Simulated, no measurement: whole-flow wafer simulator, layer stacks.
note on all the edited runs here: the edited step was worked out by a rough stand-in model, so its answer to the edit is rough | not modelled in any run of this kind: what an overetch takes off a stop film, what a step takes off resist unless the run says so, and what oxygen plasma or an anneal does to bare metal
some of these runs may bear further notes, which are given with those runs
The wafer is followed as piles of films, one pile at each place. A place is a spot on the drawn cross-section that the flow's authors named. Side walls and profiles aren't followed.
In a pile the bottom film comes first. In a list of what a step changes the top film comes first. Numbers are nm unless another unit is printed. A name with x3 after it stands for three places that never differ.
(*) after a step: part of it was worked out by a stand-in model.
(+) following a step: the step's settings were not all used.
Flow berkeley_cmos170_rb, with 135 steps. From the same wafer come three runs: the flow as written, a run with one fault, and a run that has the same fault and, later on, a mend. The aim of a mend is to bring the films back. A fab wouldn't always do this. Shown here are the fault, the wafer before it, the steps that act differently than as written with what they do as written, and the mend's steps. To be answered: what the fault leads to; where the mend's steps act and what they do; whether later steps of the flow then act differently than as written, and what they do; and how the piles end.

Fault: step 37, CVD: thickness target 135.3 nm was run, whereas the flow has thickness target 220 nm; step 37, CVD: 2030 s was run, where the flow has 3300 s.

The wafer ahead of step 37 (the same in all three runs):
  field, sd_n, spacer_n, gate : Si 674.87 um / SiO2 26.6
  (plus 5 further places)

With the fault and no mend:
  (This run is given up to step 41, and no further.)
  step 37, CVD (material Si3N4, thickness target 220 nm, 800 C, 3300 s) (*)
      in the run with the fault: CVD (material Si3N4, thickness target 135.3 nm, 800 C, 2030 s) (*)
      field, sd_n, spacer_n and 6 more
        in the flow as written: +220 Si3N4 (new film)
        in the run with the fault: +135.3 Si3N4 (new film)
  Later steps of the flow up to step 41 that are run all act as written at every place that is followed.
  The piles after step 41 differ from the flow's at field, sd_n, spacer_n and 6 more by more than 2% or 0.5 nm, whichever is larger.
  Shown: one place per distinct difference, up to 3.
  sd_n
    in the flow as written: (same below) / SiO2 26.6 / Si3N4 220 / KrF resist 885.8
    in the run with the fault: (same below) / SiO2 26.6 / Si3N4 135.3 / KrF resist 885.8
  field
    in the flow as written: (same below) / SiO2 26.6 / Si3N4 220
    in the run with the fault: (same below) / SiO2 26.6 / Si3N4 135.3

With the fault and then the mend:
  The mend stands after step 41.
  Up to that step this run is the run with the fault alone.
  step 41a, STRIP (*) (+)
      sd_n, spacer_n, gate, sd_p, spacer_p, gate_p, contact, m1
        -885.8 KrF resist (all of it)
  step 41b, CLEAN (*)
      does not change any film at any place that is followed
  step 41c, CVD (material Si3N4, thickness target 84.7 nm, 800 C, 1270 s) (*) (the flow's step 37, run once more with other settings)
      field, sd_n, spacer_n and 6 more
        +84.7 Si3N4
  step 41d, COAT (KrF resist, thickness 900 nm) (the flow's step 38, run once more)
      field, sd_n, spacer_n and 6 more
        +900 KrF resist (new film)
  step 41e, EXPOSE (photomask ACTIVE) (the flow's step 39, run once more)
      does not change any film at any place that is followed
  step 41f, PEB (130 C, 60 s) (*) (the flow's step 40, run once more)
      does not change any film at any place that is followed
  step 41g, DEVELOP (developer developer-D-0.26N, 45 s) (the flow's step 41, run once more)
      sd_n, spacer_n, gate, sd_p, spacer_p, gate_p, contact, m1
        -14.2 KrF resist
      field
        -900 KrF resist (all of it)
  Later steps of the flow that are run all act as written at every place that is followed.
  The piles end the same as the flow's at every place that both follow.
